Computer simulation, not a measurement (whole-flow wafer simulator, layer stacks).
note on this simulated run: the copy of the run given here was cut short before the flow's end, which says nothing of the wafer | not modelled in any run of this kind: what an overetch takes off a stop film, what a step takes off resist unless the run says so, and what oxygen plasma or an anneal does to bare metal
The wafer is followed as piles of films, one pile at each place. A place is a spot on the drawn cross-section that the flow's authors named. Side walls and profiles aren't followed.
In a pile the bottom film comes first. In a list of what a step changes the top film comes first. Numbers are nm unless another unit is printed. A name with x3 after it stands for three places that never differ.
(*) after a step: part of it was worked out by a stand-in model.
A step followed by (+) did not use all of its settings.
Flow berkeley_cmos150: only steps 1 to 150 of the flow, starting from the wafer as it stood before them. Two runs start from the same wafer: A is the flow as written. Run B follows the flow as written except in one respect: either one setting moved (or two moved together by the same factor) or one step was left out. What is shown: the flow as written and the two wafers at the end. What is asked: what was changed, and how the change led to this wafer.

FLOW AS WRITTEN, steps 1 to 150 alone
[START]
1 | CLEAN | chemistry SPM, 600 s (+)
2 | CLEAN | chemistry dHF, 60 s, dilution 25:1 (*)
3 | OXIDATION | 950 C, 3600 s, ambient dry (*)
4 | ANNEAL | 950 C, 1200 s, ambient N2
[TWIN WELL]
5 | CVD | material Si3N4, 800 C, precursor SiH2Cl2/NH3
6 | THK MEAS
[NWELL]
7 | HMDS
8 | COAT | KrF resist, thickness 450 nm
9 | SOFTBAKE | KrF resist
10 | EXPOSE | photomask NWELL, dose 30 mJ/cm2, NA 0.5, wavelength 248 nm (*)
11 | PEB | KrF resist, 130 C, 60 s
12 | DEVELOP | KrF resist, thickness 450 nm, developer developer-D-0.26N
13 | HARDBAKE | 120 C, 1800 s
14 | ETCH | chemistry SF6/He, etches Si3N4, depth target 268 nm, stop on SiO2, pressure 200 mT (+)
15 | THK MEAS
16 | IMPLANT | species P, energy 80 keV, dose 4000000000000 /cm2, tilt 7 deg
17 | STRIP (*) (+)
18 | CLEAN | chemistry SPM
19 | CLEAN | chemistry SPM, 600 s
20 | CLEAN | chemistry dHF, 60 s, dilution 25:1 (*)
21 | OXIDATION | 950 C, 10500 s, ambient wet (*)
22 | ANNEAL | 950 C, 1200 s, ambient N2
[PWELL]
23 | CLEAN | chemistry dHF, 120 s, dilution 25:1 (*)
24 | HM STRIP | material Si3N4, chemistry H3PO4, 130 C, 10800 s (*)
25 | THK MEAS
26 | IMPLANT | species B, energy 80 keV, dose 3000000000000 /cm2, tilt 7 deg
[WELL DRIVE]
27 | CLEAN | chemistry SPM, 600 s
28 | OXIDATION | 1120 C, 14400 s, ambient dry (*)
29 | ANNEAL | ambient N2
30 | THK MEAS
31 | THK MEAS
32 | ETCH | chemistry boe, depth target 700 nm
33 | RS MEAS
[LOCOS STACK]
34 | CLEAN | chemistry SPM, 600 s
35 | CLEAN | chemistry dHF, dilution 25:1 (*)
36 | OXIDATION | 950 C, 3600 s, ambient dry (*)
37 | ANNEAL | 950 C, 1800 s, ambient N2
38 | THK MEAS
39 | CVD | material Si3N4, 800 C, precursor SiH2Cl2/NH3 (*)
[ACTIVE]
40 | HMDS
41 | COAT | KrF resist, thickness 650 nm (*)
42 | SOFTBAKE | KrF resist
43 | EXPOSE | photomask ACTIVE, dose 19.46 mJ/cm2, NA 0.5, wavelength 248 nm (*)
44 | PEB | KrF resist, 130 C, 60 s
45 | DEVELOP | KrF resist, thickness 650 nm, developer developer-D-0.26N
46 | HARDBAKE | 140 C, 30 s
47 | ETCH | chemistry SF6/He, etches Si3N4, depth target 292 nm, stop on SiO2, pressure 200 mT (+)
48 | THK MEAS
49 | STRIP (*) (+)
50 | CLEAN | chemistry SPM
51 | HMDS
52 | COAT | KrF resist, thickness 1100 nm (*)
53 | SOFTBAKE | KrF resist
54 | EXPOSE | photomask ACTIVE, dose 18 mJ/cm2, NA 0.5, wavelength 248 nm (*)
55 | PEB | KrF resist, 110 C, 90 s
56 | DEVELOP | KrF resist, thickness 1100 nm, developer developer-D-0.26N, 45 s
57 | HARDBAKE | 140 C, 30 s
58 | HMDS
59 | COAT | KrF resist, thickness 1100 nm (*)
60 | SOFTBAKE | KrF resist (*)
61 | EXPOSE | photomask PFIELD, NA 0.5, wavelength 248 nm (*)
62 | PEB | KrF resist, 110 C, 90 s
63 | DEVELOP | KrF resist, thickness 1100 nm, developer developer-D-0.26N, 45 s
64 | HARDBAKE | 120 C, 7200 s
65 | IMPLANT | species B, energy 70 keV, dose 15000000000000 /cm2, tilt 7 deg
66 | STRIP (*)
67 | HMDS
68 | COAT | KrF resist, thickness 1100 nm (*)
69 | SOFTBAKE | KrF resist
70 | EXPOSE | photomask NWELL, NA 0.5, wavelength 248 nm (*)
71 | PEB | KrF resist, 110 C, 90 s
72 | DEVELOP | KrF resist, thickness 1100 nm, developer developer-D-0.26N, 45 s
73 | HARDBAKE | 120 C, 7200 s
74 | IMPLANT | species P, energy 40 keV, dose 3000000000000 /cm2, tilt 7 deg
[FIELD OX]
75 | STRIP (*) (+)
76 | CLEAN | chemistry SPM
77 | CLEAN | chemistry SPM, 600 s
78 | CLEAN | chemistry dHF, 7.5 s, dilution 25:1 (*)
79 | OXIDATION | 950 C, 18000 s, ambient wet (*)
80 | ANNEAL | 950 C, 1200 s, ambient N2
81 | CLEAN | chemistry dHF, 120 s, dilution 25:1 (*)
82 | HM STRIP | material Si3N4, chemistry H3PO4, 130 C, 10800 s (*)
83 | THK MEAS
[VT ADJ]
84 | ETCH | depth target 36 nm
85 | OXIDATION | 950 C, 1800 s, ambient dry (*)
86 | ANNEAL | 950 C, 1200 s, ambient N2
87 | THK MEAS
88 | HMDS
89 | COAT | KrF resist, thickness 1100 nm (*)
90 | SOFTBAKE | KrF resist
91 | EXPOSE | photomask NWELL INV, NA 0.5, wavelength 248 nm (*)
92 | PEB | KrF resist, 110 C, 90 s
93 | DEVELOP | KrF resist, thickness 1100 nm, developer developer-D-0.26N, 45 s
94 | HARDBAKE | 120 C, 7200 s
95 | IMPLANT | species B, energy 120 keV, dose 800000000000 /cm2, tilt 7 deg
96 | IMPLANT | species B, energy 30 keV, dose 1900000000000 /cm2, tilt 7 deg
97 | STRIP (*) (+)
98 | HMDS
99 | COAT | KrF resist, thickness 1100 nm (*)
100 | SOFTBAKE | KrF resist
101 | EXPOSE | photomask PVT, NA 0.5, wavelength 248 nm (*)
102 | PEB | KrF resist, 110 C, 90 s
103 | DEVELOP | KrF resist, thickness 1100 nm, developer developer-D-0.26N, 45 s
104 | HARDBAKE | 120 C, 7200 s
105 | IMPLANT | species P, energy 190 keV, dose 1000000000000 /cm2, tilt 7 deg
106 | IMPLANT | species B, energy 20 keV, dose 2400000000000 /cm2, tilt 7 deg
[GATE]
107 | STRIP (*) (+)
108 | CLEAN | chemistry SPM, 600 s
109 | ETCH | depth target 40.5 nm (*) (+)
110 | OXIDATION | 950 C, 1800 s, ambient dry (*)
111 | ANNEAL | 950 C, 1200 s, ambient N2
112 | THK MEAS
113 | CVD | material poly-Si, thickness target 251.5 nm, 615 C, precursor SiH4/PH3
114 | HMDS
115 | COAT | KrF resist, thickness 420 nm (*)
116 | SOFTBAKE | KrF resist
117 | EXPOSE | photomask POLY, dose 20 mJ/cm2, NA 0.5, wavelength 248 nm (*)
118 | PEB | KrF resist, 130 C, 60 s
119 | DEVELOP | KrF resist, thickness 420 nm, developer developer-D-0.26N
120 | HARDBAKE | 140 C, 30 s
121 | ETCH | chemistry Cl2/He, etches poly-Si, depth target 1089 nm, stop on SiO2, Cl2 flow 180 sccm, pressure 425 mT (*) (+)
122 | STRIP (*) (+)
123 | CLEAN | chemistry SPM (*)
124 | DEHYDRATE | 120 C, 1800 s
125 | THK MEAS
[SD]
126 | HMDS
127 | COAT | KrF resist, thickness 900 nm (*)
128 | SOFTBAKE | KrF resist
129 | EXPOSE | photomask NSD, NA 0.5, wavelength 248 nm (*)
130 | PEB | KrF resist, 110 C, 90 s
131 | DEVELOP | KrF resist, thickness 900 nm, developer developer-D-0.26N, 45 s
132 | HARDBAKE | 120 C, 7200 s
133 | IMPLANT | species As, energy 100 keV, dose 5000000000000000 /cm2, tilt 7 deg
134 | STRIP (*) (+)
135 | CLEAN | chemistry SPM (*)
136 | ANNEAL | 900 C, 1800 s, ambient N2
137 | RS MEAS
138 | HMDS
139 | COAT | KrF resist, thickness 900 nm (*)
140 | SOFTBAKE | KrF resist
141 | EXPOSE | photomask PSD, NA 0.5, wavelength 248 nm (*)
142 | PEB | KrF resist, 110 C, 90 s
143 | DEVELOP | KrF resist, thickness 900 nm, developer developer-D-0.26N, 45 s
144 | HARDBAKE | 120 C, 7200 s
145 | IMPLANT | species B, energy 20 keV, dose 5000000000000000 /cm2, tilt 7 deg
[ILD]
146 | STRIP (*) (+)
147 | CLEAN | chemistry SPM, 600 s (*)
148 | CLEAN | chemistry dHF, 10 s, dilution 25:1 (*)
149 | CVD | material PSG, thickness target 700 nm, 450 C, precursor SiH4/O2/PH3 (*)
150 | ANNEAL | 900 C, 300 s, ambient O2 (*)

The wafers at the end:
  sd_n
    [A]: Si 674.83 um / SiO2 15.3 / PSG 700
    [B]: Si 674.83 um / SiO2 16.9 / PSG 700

What caused this: step 80, ANNEAL: 1140 C was run, though the flow has 950 C.

Step by step, how the change led to this:
  85 | OXIDATION | 950 C, 1800 s, ambient dry (*)
      sd_n: A SiO2 gains 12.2, Si loses 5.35 | B SiO2 gains 16.5, Si loses 7.27
  109 | ETCH | depth target 40.5 nm (*) (+)
      sd_n: A SiO2 loses 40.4 (all of it) | B SiO2 loses 40.5
  110 | OXIDATION | 950 C, 1800 s, ambient dry (*)
      sd_n: A SiO2 gains 20.4 (new film), Si loses 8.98 | B SiO2 gains 17.7, Si loses 7.8
